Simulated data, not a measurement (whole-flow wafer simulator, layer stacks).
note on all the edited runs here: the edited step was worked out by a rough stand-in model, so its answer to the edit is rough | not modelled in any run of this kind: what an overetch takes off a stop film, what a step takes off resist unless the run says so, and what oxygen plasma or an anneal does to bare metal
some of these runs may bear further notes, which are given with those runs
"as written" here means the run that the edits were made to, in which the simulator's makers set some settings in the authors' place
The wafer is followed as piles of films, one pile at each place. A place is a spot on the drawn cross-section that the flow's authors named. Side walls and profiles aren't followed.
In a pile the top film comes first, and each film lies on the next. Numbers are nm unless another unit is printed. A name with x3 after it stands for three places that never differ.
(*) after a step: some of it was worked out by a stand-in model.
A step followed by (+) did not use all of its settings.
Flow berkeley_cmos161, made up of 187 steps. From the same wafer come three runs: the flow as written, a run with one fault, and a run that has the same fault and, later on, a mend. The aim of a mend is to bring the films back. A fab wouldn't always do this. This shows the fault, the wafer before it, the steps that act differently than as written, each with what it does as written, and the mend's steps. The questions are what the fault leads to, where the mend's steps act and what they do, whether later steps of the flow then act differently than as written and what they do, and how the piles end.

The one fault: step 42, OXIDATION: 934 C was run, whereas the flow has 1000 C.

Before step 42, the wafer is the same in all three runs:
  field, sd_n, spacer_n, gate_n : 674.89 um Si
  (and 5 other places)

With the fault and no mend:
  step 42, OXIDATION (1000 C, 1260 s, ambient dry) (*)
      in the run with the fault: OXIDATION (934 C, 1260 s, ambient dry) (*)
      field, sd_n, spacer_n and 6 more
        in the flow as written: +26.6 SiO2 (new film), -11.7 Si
        in the run with the fault: +13.7 SiO2 (new film), -6.03 Si
  Steps further on in the flow that do not act as written (46 other steps are not shown; they differ only slightly, by no more than 2% or 0.5 nm, whichever is larger):
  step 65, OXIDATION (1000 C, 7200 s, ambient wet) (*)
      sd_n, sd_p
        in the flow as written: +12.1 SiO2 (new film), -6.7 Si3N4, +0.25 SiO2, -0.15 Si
        in the run with the fault: +12.1 SiO2 (new film), -6.7 Si3N4
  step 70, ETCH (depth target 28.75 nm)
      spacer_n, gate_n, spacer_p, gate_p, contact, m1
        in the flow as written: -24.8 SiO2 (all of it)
        in the run with the fault: -12 SiO2 (all of it)
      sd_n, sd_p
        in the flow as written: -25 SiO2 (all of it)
        in the run with the fault: -12 SiO2 (all of it)
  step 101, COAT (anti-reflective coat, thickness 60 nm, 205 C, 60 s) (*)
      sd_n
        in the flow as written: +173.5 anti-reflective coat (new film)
        in the run with the fault: +166.4 anti-reflective coat (new film)
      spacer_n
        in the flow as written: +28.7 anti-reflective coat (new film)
        in the run with the fault: +30.8 anti-reflective coat (new film)
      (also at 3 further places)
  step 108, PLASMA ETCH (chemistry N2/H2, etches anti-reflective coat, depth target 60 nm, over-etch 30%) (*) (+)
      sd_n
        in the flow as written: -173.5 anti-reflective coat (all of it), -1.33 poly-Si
        in the run with the fault: -166.4 anti-reflective coat (all of it), -1.28 poly-Si
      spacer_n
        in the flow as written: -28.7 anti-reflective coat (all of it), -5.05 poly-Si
        in the run with the fault: -30.8 anti-reflective coat (all of it), -4.76 poly-Si
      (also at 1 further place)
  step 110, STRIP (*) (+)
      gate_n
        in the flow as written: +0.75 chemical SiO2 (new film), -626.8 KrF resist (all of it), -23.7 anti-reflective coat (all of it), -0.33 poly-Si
        in the run with the fault: +0.75 chemical SiO2 (new film), -621.4 KrF resist (all of it), -25.3 anti-reflective coat (all of it), -0.33 poly-Si
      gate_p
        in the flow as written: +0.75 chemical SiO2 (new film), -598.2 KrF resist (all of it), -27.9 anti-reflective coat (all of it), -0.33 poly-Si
        in the run with the fault: +0.75 chemical SiO2 (new film), -595.1 KrF resist (all of it), -28.9 anti-reflective coat (all of it), -0.33 poly-Si
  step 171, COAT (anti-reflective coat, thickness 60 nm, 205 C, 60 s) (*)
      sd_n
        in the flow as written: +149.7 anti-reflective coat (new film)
        in the run with the fault: +143.2 anti-reflective coat (new film)
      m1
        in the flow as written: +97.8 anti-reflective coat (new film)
        in the run with the fault: +95.8 anti-reflective coat (new film)
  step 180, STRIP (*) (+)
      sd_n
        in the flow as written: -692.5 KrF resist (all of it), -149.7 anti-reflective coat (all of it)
        in the run with the fault: -693.6 KrF resist (all of it), -143.2 anti-reflective coat (all of it)
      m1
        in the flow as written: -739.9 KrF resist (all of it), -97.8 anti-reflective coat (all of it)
        in the run with the fault: -737 KrF resist (all of it), -95.8 anti-reflective coat (all of it)
  When the end is reached, the piles differ only a little from the flow's at the places that both follow, at most by 2% or 0.5 nm, whichever is larger.

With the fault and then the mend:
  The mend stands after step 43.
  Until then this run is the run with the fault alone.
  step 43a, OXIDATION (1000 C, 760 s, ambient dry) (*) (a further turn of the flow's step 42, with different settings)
      field, sd_n, spacer_n and 6 more
        +12.9 SiO2, -5.66 Si
  Every later step of the flow that is run acts as written, at every place that is followed, to within 2% or 0.5 nm, whichever is larger.
  The piles end the same as the flow's at every place that both follow.
